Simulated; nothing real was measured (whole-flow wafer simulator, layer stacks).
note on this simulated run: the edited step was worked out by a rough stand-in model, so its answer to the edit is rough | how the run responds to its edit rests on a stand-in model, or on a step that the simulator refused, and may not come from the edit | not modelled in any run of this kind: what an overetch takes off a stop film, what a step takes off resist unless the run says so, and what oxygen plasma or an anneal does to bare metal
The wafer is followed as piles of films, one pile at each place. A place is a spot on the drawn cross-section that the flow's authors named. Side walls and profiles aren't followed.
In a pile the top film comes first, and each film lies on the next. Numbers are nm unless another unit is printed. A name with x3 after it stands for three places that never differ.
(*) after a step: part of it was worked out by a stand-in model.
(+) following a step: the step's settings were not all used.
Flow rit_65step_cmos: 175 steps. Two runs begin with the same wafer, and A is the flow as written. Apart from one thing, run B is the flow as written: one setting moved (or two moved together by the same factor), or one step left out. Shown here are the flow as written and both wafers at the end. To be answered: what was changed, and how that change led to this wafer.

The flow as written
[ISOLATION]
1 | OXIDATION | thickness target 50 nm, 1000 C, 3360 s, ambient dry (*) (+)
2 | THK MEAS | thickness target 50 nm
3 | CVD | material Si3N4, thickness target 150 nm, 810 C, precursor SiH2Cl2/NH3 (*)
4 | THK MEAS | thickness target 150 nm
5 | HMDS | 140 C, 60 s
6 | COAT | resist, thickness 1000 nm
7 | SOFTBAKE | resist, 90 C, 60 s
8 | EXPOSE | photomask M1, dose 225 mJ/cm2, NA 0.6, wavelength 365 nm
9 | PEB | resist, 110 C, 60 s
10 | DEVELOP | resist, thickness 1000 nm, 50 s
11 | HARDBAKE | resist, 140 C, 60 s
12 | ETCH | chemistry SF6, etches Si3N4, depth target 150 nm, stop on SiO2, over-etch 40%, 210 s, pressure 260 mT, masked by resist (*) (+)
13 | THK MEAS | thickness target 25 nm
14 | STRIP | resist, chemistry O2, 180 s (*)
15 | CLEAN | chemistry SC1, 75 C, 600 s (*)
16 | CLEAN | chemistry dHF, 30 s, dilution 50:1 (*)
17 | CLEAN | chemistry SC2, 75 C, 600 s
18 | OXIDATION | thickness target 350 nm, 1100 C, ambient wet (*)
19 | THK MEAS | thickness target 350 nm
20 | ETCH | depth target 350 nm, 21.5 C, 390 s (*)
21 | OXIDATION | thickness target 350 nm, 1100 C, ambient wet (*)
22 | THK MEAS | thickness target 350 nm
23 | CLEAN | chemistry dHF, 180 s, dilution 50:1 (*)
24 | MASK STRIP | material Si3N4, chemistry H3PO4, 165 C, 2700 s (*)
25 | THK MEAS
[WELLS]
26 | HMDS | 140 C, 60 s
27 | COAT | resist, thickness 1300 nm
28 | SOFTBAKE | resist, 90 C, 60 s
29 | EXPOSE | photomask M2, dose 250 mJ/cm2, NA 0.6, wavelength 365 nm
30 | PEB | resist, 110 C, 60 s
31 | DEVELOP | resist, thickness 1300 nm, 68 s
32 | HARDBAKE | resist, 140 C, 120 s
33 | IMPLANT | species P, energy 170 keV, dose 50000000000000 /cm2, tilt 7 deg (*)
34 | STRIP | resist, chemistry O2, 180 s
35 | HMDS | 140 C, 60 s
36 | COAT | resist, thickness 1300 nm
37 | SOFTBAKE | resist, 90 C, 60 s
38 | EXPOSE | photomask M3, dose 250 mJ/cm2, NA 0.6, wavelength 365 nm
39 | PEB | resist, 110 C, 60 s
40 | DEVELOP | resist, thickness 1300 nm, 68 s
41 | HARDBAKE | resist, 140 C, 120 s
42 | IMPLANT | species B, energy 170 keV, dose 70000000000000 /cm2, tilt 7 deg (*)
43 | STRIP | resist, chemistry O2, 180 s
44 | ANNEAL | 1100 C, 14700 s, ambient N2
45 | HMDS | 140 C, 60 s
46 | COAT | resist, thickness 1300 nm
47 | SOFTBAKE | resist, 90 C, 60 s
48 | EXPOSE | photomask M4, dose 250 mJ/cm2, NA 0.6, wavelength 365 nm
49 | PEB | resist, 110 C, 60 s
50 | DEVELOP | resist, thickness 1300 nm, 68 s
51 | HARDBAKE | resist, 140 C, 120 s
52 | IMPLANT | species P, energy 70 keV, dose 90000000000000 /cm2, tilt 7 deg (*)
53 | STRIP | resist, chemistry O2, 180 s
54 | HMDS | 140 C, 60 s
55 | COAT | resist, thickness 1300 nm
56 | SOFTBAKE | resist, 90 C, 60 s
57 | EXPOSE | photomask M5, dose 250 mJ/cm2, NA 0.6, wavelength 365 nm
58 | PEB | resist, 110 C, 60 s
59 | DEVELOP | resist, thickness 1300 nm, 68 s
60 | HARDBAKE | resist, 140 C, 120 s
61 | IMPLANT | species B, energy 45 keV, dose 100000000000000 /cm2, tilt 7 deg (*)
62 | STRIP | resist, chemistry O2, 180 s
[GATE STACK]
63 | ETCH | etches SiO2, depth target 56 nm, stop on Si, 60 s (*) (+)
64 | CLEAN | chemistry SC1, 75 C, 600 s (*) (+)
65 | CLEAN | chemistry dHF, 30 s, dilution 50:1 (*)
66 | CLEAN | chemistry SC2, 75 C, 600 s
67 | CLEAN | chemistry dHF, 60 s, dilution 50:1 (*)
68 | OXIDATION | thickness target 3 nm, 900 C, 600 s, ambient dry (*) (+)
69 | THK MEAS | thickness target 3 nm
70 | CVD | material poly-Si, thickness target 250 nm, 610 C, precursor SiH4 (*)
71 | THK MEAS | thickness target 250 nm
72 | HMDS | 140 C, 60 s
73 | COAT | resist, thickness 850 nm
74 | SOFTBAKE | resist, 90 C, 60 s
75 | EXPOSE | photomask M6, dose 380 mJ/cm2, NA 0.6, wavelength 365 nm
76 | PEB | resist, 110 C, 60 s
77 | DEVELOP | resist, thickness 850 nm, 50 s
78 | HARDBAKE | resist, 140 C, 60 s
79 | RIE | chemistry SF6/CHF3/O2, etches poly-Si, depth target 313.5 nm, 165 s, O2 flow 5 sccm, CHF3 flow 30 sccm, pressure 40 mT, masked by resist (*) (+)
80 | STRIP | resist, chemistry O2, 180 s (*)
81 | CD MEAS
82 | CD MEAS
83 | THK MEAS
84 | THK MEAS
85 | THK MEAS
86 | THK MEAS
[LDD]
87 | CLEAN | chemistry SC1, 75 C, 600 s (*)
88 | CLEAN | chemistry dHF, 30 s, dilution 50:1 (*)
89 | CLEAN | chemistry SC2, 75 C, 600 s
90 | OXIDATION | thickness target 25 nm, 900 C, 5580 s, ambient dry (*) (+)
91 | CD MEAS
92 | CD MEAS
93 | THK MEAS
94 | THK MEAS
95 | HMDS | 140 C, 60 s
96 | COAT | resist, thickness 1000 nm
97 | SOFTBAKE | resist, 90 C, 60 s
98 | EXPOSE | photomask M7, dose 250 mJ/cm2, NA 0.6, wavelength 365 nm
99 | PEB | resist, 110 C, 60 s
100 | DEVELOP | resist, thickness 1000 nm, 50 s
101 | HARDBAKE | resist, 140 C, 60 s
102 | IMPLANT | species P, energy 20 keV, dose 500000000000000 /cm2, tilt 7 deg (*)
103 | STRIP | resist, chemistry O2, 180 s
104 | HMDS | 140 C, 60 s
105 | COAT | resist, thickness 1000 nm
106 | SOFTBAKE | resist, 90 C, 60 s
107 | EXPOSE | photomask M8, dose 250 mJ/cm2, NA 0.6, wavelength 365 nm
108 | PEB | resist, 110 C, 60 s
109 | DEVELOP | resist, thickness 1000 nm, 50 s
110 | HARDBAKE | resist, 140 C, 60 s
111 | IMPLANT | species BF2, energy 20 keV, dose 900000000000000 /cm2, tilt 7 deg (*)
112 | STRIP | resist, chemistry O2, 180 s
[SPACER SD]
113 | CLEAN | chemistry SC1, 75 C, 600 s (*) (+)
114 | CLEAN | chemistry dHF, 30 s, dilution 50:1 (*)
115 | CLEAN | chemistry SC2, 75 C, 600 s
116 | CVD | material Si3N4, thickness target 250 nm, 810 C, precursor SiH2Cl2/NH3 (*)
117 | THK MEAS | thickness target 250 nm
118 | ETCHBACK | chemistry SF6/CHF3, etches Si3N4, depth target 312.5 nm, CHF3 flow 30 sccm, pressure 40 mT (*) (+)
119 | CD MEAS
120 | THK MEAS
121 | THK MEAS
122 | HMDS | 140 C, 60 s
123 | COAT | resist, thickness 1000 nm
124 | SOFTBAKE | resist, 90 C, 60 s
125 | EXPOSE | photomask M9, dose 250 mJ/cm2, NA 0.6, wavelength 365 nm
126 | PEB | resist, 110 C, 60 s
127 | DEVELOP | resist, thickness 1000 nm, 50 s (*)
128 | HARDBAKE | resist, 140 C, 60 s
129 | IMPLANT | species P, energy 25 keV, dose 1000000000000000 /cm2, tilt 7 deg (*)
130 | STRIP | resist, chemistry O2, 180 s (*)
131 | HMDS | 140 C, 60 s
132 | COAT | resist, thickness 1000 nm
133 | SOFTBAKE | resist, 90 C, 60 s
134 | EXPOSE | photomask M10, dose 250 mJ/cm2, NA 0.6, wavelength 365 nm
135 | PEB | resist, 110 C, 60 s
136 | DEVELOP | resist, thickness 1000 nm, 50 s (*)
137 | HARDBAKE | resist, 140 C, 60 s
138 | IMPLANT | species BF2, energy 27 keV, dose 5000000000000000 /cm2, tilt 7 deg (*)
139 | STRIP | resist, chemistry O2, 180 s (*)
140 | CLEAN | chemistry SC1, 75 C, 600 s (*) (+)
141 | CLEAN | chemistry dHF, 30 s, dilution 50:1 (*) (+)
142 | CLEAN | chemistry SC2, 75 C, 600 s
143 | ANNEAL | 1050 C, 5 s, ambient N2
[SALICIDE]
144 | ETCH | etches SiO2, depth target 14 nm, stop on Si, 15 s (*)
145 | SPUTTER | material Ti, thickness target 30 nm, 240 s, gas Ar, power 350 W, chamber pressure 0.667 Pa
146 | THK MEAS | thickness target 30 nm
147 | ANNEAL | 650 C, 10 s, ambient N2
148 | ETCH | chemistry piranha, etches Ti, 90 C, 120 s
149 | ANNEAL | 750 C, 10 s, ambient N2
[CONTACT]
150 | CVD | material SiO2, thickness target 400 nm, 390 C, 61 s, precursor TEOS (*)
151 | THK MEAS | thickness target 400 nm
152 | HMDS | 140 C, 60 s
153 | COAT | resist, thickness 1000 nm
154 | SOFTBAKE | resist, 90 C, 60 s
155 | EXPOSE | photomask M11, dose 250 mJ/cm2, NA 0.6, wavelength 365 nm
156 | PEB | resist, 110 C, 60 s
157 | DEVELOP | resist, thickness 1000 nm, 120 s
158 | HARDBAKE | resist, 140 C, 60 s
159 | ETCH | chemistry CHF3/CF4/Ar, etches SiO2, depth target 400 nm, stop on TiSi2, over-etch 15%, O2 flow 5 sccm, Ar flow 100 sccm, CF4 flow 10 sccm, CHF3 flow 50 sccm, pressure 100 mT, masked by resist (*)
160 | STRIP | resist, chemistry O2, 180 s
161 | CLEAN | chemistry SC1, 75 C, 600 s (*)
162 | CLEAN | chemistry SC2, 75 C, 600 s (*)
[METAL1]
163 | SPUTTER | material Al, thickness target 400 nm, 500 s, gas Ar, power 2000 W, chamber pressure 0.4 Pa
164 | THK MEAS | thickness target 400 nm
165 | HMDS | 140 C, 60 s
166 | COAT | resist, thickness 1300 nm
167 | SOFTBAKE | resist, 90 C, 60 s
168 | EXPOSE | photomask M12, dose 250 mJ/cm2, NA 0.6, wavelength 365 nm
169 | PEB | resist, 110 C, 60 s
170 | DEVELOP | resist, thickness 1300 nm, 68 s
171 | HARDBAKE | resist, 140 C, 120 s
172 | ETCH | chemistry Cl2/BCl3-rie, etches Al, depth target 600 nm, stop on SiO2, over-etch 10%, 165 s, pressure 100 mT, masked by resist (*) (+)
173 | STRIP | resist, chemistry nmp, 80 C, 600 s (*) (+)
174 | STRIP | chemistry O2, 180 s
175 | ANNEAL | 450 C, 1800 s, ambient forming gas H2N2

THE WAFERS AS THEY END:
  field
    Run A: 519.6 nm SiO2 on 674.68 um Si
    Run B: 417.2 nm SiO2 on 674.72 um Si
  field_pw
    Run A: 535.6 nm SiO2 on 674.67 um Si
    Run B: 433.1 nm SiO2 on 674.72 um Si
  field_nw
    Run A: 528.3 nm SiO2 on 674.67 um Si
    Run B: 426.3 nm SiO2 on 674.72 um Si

Cause: step 21, OXIDATION: thickness target 245 nm was run, whereas the flow has thickness target 350 nm.

Step by step, how the change led to this:
  21 | OXIDATION | thickness target 350 nm, 1100 C, ambient wet (*)
      active_n, active_p, gate_n and 7 more: A +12 SiO2 (new film), -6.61 Si3N4 | B +7.49 SiO2 (new film), -4.13 Si3N4
      field, field_pw, field_nw, field_p: A +350 SiO2 (new film), -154 Si | B +245 SiO2 (new film), -107.8 Si
  23 | CLEAN | chemistry dHF, 180 s, dilution 50:1 (*)
      active_n, active_p, gate_n and 7 more: A -12 SiO2 (all of it), -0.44 Si3N4 | B -7.49 SiO2 (all of it), -0.85 Si3N4
  27 | COAT | resist, thickness 1300 nm
      field_pw, field_nw: A +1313 resist (new film) | B +1345.2 resist (new film)
      field: A +1315.7 resist (new film) | B +1359.6 resist (new film)
      (as well as at 1 more place)
  30 | PEB | resist, 110 C, 60 s
      field, field_p: A -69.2 resist | B -71.5 resist
      field_pw, field_nw: A -69.1 resist | B -70.8 resist
  31 | DEVELOP | resist, thickness 1300 nm, 68 s
      field_nw: A -1243.9 resist (all of it) | B -1274.5 resist (all of it)
      field_p: A -1246.4 resist (all of it) | B -1287.9 resist (all of it)
  32 | HARDBAKE | resist, 140 C, 120 s
      field: A -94 resist | B -97.1 resist
      field_pw: A -93.8 resist | B -96.1 resist
  34 | STRIP | resist, chemistry O2, 180 s
      field: A -1152.5 resist (all of it) | B -1191 resist (all of it)
      field_pw: A -1150.2 resist (all of it) | B -1178.4 resist (all of it)
  36 | COAT | resist, thickness 1300 nm
      field_pw, field_nw: A +1313 resist (new film) | B +1345.2 resist (new film)
      field: A +1315.7 resist (new film) | B +1359.6 resist (new film)
      (as well as at 1 more place)
  39 | PEB | resist, 110 C, 60 s
      field, field_p: A -69.2 resist | B -71.5 resist
      field_pw, field_nw: A -69.1 resist | B -70.8 resist
  40 | DEVELOP | resist, thickness 1300 nm, 68 s
      field: A -1246.5 resist (all of it) | B -1288.1 resist (all of it)
      field_pw: A -1243.9 resist (all of it) | B -1274.5 resist (all of it)
  41 | HARDBAKE | resist, 140 C, 120 s
      field_nw: A -93.8 resist | B -96.1 resist
      field_p: A -94 resist | B -97.1 resist
  43 | STRIP | resist, chemistry O2, 180 s
      field_nw: A -1150.2 resist (all of it) | B -1178.4 resist (all of it)
      field_p: A -1152.5 resist (all of it) | B -1190.8 resist (all of it)
  46 | COAT | resist, thickness 1300 nm
      field_pw, field_nw: A +1313 resist (new film) | B +1345.2 resist (new film)
      field: A +1315.7 resist (new film) | B +1359.6 resist (new film)
      (as well as at 1 more place)
  49 | PEB | resist, 110 C, 60 s
      field, field_p: A -69.2 resist | B -71.5 resist
      field_pw, field_nw: A -69.1 resist | B -70.8 resist
  50 | DEVELOP | resist, thickness 1300 nm, 68 s
      field_nw: A -1243.9 resist (all of it) | B -1274.5 resist (all of it)
      field_p: A -1246.4 resist (all of it) | B -1287.9 resist (all of it)
  51 | HARDBAKE | resist, 140 C, 120 s
      field: A -94 resist | B -97.1 resist
      field_pw: A -93.8 resist | B -96.1 resist
  ... another 36 steps ...
  170 | DEVELOP | resist, thickness 1300 nm, 68 s
      field: A -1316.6 resist (all of it) | B -1361.5 resist (all of it)
      field_pw: A -1285.5 resist (all of it) | B -1317.4 resist (all of it)
      (as well as at 2 more places)
